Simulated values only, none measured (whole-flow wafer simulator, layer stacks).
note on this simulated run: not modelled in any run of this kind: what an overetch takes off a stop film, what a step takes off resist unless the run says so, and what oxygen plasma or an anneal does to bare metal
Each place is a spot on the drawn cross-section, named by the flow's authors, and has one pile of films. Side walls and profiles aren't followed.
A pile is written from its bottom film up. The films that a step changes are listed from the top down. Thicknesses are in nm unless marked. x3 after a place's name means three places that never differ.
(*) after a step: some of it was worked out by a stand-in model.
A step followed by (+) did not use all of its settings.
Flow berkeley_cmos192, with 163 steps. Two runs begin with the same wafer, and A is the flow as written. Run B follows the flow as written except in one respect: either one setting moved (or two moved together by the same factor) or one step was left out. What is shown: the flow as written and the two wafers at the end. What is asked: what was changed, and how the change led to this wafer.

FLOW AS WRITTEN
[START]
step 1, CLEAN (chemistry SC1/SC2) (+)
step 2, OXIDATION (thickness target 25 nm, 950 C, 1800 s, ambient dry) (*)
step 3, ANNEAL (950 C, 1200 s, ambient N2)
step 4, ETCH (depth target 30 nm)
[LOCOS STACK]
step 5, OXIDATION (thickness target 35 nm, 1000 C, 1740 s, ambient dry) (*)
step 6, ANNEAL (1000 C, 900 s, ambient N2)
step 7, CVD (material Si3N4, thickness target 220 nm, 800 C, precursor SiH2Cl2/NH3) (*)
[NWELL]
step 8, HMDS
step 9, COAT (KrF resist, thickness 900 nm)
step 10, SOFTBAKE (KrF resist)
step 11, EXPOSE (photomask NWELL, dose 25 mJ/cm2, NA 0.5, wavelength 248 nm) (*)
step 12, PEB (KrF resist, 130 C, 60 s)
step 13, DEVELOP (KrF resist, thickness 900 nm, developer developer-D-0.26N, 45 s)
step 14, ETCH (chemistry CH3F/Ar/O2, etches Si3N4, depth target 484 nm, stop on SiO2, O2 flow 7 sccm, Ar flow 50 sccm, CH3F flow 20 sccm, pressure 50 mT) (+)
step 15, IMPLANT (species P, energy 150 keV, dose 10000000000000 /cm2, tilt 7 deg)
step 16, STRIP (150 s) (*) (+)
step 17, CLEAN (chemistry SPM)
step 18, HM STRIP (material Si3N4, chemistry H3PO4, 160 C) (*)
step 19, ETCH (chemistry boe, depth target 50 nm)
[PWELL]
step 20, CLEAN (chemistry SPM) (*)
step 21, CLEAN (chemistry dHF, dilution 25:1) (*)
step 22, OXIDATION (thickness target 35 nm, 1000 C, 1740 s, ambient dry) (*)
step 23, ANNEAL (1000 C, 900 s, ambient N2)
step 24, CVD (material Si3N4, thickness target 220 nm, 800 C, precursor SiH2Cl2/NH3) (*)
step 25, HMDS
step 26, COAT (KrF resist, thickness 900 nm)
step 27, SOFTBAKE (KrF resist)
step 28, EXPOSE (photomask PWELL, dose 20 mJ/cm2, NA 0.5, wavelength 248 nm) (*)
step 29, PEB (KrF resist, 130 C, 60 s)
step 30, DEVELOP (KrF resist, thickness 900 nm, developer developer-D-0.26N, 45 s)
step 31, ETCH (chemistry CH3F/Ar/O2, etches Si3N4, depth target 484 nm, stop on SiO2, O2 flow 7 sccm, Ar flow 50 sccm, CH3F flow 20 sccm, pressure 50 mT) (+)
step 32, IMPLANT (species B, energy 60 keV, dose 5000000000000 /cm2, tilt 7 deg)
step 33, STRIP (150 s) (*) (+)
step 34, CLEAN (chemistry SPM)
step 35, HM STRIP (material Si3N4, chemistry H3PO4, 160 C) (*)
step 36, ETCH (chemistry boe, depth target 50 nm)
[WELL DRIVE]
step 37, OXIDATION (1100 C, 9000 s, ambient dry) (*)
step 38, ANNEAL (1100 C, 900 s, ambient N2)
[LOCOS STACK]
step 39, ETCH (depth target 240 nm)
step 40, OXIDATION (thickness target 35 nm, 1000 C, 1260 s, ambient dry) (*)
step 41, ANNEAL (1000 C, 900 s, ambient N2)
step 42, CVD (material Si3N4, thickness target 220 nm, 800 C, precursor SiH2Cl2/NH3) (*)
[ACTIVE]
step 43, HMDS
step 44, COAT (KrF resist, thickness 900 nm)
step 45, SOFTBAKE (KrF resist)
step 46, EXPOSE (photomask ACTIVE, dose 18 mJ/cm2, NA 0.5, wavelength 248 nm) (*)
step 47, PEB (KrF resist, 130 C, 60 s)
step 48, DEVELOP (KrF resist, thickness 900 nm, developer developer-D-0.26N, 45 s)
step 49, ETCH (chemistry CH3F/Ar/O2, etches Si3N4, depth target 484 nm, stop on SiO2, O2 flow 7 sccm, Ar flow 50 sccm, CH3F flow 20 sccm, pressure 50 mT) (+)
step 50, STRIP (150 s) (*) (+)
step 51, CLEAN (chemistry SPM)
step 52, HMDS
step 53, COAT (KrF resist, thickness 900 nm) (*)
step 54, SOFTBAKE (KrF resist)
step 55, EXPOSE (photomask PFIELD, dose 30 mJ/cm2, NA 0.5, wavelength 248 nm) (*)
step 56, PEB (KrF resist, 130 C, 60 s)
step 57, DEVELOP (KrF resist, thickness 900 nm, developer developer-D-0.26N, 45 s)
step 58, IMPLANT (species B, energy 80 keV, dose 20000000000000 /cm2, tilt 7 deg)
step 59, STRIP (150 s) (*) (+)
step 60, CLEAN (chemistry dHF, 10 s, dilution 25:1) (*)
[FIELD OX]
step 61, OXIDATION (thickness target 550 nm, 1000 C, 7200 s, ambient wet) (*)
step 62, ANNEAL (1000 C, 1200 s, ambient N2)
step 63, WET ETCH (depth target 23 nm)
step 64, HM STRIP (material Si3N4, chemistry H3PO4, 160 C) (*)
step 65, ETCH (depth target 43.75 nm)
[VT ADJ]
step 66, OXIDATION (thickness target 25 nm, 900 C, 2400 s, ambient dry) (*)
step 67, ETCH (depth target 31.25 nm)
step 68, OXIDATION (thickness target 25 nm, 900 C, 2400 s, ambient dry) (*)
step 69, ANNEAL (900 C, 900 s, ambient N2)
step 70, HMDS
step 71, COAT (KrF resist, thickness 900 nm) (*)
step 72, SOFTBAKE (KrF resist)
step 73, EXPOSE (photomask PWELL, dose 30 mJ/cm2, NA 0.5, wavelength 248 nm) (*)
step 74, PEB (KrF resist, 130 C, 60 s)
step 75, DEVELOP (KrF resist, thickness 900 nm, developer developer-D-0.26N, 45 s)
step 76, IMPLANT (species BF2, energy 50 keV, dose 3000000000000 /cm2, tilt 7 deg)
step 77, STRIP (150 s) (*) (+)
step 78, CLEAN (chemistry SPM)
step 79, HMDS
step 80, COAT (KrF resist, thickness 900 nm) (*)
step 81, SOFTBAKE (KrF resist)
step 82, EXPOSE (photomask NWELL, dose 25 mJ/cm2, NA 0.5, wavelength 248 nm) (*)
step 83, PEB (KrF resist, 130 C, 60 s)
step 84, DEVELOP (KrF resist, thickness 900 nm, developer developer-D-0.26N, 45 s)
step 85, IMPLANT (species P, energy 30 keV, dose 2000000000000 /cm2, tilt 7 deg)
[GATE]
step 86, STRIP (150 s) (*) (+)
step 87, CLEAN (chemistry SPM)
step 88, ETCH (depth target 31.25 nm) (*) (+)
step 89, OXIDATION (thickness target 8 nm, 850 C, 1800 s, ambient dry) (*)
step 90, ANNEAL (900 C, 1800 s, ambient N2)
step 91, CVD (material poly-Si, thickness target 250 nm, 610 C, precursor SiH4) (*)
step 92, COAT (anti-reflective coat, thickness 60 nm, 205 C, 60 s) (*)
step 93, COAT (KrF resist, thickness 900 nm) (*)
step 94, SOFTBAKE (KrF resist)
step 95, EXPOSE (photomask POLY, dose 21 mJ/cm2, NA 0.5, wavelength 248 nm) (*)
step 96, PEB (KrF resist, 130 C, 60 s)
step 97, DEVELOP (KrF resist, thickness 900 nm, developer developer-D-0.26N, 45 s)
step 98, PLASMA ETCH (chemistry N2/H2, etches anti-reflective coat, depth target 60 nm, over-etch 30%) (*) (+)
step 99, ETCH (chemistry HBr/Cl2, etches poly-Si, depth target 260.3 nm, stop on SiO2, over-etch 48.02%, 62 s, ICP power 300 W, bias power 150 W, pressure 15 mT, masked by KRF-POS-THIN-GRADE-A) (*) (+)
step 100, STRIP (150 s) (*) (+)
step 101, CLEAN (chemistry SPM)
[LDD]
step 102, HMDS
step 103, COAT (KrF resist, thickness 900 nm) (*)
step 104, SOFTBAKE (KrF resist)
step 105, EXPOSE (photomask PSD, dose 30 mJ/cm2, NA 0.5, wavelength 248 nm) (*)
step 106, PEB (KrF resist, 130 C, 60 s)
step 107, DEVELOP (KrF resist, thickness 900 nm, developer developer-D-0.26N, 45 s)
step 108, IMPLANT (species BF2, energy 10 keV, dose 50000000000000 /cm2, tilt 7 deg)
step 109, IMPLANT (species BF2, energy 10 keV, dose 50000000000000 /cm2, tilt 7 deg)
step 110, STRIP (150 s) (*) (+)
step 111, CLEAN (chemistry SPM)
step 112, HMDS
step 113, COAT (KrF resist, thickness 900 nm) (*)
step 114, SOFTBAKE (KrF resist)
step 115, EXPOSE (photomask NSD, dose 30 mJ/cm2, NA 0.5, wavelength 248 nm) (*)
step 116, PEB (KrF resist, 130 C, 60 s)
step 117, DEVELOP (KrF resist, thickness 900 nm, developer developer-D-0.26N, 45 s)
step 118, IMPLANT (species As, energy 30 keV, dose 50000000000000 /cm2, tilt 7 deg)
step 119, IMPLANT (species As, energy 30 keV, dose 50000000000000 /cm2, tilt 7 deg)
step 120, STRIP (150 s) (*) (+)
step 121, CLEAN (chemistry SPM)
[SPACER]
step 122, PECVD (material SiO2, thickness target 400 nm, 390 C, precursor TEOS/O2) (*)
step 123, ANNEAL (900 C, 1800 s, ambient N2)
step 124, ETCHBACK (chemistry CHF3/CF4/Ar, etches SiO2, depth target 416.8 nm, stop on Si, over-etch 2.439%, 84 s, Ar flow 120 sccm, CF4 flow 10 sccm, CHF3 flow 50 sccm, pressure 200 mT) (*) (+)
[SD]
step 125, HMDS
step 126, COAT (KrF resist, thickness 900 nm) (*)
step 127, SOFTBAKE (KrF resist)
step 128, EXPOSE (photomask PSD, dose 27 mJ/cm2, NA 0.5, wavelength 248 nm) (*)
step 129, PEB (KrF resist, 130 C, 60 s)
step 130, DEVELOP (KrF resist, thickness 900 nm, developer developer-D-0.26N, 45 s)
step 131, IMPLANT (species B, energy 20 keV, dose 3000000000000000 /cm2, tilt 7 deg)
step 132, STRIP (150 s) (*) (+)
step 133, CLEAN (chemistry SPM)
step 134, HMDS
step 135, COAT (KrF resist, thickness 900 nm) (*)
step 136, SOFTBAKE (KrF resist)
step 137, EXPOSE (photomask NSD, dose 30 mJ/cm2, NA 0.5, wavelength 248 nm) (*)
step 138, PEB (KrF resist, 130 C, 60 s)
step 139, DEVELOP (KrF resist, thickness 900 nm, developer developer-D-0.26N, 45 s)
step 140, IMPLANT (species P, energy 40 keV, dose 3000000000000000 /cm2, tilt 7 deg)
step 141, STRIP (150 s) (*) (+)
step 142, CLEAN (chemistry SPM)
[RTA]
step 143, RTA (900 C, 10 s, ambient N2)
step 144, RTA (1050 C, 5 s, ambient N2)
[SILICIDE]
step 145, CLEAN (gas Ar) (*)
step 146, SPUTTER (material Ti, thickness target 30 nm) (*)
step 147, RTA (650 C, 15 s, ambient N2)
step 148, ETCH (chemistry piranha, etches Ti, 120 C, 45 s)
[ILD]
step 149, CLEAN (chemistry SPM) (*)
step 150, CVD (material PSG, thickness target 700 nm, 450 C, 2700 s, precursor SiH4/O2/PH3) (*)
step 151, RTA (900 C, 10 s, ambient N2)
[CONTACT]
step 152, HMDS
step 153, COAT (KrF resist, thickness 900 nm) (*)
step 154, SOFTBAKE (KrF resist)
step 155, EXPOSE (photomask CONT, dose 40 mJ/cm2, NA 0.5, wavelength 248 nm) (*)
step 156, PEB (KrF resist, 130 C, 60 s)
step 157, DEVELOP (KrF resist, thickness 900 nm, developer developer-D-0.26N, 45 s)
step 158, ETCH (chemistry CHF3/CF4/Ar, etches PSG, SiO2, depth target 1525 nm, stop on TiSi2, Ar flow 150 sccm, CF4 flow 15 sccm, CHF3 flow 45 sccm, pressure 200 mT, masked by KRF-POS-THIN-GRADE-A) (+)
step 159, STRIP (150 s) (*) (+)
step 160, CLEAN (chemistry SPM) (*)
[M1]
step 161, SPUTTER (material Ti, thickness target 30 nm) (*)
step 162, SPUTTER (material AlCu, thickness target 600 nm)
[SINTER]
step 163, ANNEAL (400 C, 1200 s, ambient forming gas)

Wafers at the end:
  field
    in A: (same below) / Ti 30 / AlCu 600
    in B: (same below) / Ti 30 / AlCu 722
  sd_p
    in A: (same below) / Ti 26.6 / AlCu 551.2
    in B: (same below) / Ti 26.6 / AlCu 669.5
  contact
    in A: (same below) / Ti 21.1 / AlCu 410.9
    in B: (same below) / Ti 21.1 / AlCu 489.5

The reason: step 162, SPUTTER: thickness target 722 nm was run, whereas the flow has thickness target 600 nm.
One can read it off the wafer: field has AlCu 722, and step 162 as written asks for 600 nm.

The path from the change to this, step by step:
  step 162, SPUTTER (material AlCu, thickness target 600 nm)
      field, sd_n, spacer_n, gate, spacer_p, gate_p, m1: A AlCu gains 600 (new film) | B AlCu gains 722 (new film)
      sd_p: A AlCu gains 551.2 (new film) | B AlCu gains 669.5 (new film)
      (also at 1 further place)
